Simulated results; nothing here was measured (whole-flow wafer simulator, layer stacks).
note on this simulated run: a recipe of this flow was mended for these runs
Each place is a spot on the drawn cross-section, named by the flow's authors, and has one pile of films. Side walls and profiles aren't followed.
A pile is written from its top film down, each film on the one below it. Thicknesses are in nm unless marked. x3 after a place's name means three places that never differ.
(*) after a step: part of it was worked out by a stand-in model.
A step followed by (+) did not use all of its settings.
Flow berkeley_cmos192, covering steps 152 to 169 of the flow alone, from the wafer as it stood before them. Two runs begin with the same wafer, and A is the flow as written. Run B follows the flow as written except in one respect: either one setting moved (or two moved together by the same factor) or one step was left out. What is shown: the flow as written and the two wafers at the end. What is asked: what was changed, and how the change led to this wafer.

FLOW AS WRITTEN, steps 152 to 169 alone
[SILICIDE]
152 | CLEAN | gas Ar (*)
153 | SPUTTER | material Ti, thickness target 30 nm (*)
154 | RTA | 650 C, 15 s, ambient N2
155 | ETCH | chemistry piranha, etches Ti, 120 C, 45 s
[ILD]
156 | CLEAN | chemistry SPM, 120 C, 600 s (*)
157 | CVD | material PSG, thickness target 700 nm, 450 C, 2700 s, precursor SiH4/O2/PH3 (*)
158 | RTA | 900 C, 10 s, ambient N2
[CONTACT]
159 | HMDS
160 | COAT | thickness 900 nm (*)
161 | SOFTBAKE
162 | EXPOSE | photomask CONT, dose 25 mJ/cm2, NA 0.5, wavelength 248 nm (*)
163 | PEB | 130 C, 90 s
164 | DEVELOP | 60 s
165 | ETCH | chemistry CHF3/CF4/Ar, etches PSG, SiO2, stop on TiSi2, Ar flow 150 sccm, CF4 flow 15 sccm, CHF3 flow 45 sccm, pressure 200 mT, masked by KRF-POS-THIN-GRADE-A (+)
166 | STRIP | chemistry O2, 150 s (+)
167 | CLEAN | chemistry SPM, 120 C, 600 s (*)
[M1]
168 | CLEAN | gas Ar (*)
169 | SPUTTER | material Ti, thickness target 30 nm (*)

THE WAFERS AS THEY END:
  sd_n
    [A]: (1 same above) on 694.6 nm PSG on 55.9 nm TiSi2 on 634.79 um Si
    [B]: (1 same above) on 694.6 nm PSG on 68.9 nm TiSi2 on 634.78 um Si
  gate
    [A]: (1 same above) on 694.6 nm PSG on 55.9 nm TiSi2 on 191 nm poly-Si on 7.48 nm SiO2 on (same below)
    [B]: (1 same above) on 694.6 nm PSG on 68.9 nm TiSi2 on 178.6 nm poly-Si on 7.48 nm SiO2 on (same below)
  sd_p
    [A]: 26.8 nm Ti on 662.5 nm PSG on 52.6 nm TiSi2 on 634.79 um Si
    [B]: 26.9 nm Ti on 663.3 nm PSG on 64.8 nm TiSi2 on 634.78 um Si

What caused this: step 153, SPUTTER: thickness target 37 nm was run, though the flow has thickness target 30 nm; step 155, ETCH: 56 s was run, where the flow has 45 s.

How this came from the change, step by step:
  153 | SPUTTER | material Ti, thickness target 30 nm (*)
      field, sd_n, spacer_n, gate, spacer_p, gate_p, contact, m1: A +30 Ti (new film) | B +37 Ti (new film)
      sd_p: A +28.2 Ti (new film) | B +34.8 Ti (new film)
  154 | RTA | 650 C, 15 s, ambient N2
      sd_n, contact, m1: A -23.4 Ti, +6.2 TiSi first (new film), +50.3 TiSi2 C49 (new film), -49 Si | B -28.9 Ti, +21.1 TiSi first (new film), +42.1 TiSi2 C49 (new film), -51.5 Si
      gate, gate_p: A -23.4 Ti, +6.2 TiSi first (new film), +50.3 TiSi2 C49 (new film), -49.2 poly-Si | B -28.9 Ti, +21.1 TiSi first (new film), +42.1 TiSi2 C49 (new film), -51.7 poly-Si
      (also at 1 further place)
  155 | ETCH | chemistry piranha, etches Ti, 120 C, 45 s
      sd_n, gate, gate_p, contact, m1: A -6.6 Ti (all of it), -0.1 TiSi first | B -8.14 Ti (all of it), -0.13 TiSi first
      field, spacer_n, spacer_p: A -30 Ti (all of it) | B -37 Ti (all of it)
      (also at 1 further place)
  158 | RTA | 900 C, 10 s, ambient N2
      sd_n, contact, m1: A under 1 film: +55.9 TiSi2 (new film), -6.09 TiSi first (all of it), -50.3 TiSi2 C49 (all of it), -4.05 Si | B under 1 film: +68.9 TiSi2 (new film), -20.9 TiSi first (all of it), -42.1 TiSi2 C49 (all of it), -13.9 Si
      gate, gate_p: A under 1 film: +55.9 TiSi2 (new film), -6.09 TiSi first (all of it), -50.3 TiSi2 C49 (all of it), -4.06 poly-Si | B under 1 film: +68.9 TiSi2 (new film), -20.9 TiSi first (all of it), -42.1 TiSi2 C49 (all of it), -14 poly-Si
      (also at 1 further place)
